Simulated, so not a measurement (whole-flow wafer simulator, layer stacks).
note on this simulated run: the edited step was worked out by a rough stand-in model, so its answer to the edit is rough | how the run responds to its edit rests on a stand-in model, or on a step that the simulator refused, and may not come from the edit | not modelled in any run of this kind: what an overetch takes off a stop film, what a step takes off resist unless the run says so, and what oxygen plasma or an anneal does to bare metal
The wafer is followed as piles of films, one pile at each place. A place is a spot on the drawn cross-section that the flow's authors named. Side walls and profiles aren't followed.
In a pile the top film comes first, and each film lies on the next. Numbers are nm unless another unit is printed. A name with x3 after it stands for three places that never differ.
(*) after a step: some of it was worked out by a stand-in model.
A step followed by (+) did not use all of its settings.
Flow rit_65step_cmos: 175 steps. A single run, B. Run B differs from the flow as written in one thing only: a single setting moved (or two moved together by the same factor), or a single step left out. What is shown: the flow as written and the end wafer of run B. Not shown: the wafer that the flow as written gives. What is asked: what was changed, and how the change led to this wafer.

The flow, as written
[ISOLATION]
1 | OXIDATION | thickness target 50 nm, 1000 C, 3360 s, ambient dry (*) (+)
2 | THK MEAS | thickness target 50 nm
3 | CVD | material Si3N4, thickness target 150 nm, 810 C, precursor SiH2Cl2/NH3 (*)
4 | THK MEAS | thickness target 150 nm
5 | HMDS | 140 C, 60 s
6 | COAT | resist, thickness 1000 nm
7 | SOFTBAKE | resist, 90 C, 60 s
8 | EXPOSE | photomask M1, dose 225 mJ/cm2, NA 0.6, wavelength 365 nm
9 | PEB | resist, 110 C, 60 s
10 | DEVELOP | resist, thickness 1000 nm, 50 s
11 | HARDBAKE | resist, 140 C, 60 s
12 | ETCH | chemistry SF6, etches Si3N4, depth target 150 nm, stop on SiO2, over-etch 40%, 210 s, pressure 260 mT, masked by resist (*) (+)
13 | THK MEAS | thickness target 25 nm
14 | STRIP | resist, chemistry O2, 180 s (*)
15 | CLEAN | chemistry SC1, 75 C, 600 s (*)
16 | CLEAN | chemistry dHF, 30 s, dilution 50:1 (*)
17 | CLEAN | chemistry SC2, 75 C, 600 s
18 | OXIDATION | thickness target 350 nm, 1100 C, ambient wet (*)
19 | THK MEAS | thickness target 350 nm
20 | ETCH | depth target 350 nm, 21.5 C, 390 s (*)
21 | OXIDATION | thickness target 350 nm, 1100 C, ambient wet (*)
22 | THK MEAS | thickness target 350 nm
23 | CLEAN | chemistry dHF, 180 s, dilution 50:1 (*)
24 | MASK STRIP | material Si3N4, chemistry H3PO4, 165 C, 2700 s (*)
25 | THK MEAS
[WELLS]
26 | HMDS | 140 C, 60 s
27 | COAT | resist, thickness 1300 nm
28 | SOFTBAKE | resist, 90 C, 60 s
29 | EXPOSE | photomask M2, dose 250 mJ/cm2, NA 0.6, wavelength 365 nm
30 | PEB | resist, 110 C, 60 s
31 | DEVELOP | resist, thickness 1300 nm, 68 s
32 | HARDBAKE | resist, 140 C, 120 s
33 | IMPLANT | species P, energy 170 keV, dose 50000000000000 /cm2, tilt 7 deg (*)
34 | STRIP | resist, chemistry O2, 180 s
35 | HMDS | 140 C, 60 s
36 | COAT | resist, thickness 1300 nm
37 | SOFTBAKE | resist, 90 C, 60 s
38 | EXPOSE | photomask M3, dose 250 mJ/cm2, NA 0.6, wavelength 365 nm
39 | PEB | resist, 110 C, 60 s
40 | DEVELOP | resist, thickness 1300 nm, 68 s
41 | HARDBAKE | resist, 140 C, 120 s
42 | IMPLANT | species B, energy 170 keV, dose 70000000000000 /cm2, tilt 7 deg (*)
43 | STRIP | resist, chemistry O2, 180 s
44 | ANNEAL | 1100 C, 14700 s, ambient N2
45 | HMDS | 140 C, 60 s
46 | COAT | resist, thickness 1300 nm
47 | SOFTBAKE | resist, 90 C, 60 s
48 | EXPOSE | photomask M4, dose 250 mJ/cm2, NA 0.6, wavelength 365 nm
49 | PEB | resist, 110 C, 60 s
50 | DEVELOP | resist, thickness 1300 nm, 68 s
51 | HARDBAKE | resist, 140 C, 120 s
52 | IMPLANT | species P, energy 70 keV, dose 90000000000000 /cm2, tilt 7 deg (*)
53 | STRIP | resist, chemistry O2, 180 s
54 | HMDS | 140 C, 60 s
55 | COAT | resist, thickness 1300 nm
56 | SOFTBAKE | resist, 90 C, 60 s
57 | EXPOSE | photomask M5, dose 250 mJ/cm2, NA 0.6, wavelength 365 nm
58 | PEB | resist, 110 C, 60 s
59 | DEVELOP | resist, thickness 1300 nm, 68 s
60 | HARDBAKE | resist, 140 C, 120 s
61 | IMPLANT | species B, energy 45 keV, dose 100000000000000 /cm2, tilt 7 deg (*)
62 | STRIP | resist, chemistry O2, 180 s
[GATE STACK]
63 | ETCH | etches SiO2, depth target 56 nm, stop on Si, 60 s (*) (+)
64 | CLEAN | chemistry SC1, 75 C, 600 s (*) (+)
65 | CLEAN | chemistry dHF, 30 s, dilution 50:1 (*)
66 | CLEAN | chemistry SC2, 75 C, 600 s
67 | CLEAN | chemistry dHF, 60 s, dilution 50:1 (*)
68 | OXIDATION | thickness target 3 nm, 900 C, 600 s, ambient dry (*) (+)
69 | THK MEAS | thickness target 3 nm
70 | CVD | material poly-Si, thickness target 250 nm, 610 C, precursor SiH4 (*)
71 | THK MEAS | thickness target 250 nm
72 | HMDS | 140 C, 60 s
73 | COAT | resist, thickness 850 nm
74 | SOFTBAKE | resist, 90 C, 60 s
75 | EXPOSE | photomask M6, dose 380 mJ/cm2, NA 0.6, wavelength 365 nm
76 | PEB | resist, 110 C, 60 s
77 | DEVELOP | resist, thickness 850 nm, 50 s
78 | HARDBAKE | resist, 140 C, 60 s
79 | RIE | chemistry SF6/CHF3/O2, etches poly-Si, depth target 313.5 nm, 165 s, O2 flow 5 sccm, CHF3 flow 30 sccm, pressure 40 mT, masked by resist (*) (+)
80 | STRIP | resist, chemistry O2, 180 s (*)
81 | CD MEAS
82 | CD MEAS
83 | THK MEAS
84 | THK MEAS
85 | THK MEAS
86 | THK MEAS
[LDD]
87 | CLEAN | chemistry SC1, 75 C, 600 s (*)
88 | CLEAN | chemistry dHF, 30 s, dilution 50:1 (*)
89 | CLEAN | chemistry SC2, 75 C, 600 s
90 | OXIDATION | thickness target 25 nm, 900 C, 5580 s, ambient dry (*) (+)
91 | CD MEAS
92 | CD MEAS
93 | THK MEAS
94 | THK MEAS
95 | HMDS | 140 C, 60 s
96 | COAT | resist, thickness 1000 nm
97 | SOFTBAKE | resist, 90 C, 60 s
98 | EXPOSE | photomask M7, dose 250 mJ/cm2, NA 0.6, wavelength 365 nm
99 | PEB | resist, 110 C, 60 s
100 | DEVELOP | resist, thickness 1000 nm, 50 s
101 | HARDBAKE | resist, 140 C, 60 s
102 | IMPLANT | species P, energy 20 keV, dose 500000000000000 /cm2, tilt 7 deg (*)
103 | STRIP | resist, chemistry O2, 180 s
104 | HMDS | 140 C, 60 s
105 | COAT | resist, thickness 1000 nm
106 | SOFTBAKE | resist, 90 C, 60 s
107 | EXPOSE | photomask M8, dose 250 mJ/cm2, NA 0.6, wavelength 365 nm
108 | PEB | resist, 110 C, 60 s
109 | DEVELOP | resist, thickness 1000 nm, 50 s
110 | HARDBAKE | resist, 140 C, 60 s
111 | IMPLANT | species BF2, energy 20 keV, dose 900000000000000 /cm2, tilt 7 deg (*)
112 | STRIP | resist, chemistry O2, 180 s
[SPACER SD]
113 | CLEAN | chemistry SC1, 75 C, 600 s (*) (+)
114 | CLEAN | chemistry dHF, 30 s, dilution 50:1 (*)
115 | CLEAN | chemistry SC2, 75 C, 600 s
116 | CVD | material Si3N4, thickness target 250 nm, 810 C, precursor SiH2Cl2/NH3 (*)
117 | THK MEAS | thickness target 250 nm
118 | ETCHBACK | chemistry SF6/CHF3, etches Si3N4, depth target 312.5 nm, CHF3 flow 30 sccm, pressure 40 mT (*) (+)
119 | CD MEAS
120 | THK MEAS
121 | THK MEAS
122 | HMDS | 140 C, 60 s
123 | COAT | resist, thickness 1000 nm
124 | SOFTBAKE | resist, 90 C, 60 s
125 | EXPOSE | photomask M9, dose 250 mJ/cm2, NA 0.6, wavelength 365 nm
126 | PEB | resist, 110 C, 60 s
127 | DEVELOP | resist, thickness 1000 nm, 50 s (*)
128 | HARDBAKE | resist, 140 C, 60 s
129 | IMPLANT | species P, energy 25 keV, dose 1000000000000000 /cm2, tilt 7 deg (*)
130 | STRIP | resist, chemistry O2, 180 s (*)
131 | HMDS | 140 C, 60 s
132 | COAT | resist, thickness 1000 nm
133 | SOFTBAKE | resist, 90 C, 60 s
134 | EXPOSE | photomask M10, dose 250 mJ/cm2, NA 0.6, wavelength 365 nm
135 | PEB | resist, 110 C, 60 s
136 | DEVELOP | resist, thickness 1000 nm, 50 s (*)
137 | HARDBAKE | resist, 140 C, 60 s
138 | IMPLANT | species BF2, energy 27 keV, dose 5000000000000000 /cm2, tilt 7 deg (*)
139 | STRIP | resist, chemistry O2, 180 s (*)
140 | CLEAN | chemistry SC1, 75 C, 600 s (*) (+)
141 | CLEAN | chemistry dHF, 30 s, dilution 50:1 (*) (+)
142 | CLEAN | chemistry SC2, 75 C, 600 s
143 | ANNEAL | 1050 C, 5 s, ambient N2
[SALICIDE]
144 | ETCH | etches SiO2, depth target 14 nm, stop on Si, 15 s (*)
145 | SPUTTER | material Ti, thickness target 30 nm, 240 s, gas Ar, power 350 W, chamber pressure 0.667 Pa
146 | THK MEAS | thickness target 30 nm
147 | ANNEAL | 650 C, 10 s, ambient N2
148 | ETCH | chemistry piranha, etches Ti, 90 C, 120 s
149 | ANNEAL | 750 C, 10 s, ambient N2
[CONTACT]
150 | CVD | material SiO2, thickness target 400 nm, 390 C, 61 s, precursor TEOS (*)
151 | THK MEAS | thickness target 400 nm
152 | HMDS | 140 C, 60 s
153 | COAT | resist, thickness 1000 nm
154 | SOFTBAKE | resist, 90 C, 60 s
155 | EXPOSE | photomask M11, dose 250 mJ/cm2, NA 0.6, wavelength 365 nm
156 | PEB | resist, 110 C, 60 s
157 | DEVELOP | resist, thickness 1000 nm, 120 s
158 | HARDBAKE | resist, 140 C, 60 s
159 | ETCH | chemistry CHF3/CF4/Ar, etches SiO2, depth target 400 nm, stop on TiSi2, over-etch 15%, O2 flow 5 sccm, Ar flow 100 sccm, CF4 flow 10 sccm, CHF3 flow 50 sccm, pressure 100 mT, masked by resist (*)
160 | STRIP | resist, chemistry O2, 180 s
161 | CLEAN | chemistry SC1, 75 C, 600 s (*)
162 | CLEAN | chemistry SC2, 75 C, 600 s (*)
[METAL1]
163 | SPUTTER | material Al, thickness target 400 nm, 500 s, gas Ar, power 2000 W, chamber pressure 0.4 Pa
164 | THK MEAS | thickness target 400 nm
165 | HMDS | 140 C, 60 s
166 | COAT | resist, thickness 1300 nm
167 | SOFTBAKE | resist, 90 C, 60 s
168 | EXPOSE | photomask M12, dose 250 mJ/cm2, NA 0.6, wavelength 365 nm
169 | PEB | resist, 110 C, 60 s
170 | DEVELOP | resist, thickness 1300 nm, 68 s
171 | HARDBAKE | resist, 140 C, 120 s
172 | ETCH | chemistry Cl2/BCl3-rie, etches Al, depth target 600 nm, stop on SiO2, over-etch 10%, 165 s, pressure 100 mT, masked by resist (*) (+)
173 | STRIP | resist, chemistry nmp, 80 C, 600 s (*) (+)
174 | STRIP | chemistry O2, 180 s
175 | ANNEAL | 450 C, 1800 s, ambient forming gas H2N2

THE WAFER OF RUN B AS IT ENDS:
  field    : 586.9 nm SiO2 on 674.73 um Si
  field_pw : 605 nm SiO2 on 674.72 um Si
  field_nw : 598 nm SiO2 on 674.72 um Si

What caused this: step 20, ETCH: 176 s was run, while the flow as written has 390 s.

Step by step, how the change led to this:
  20 | ETCH | depth target 350 nm, 21.5 C, 390 s (*)
      field, field_p: -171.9 SiO2 (it would be, as written: -351.3 SiO2 (all of it), -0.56 Si)
      field_pw, field_nw: -171.9 SiO2 (it would be, as written: -355.4 SiO2 (all of it), -0.49 Si)
      (also at 10 further places)
  21 | OXIDATION | thickness target 350 nm, 1100 C, ambient wet (*)
      field, field_p: +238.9 SiO2, -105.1 Si (it would be, as written: +350 SiO2 (new film), -154 Si)
      field_pw, field_nw: +237 SiO2, -104.3 Si (it would be, as written: +350 SiO2 (new film), -154 Si)
  24 | MASK STRIP | material Si3N4, chemistry H3PO4, 165 C, 2700 s (*)
      active_n, active_p, gate_n and 7 more: -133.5 Si3N4 (all of it), -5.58 SiO2 (it would be, as written: -130.8 Si3N4 (all of it), -5.68 SiO2)
  27 | COAT | resist, thickness 1300 nm
      field_pw, field_nw: +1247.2 resist (new film) (it would be, as written: +1313 resist (new film))
      field: +1229.4 resist (new film) (it would be, as written: +1315.7 resist (new film))
      (also at 1 further place)
  30 | PEB | resist, 110 C, 60 s
      field, field_p: -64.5 resist (it would be, as written: -69.2 resist)
      field_pw, field_nw: -65.6 resist (it would be, as written: -69.1 resist)
  31 | DEVELOP | resist, thickness 1300 nm, 68 s
      field_nw: -1181.6 resist (all of it) (it would be, as written: -1243.9 resist (all of it))
      field_p: -1165.1 resist (all of it) (it would be, as written: -1246.4 resist (all of it))
  32 | HARDBAKE | resist, 140 C, 120 s
      field: -87 resist (it would be, as written: -94 resist)
      field_pw: -89.1 resist (it would be, as written: -93.8 resist)
  34 | STRIP | resist, chemistry O2, 180 s
      field: -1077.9 resist (all of it) (it would be, as written: -1152.5 resist (all of it))
      field_pw: -1092.5 resist (all of it) (it would be, as written: -1150.2 resist (all of it))
  36 | COAT | resist, thickness 1300 nm
      field_pw, field_nw: +1247.2 resist (new film) (it would be, as written: +1313 resist (new film))
      field: +1229.4 resist (new film) (it would be, as written: +1315.7 resist (new film))
      (also at 1 further place)
  39 | PEB | resist, 110 C, 60 s
      field, field_p: -64.5 resist (it would be, as written: -69.2 resist)
      field_pw, field_nw: -65.6 resist (it would be, as written: -69.1 resist)
  40 | DEVELOP | resist, thickness 1300 nm, 68 s
      field: -1164.9 resist (all of it) (it would be, as written: -1246.5 resist (all of it))
      field_pw: -1181.6 resist (all of it) (it would be, as written: -1243.9 resist (all of it))
  41 | HARDBAKE | resist, 140 C, 120 s
      field_nw: -89.1 resist (it would be, as written: -93.8 resist)
      field_p: -87 resist (it would be, as written: -94 resist)
  43 | STRIP | resist, chemistry O2, 180 s
      field_nw: -1092.5 resist (all of it) (it would be, as written: -1150.2 resist (all of it))
      field_p: -1078.1 resist (all of it) (it would be, as written: -1152.5 resist (all of it))
  46 | COAT | resist, thickness 1300 nm
      field_pw, field_nw: +1247.2 resist (new film) (it would be, as written: +1313 resist (new film))
      field: +1229.4 resist (new film) (it would be, as written: +1315.7 resist (new film))
      (also at 1 further place)
  49 | PEB | resist, 110 C, 60 s
      field, field_p: -64.5 resist (it would be, as written: -69.2 resist)
      field_pw, field_nw: -65.6 resist (it would be, as written: -69.1 resist)
  50 | DEVELOP | resist, thickness 1300 nm, 68 s
      field_nw: -1181.6 resist (all of it) (it would be, as written: -1243.9 resist (all of it))
      field_p: -1165.1 resist (all of it) (it would be, as written: -1246.4 resist (all of it))
  ... another 37 steps ...
  170 | DEVELOP | resist, thickness 1300 nm, 68 s
      field: -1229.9 resist (all of it) (it would be, as written: -1316.6 resist (all of it))
      field_pw: -1221.5 resist (all of it) (it would be, as written: -1285.5 resist (all of it))
      (also at 2 further places)
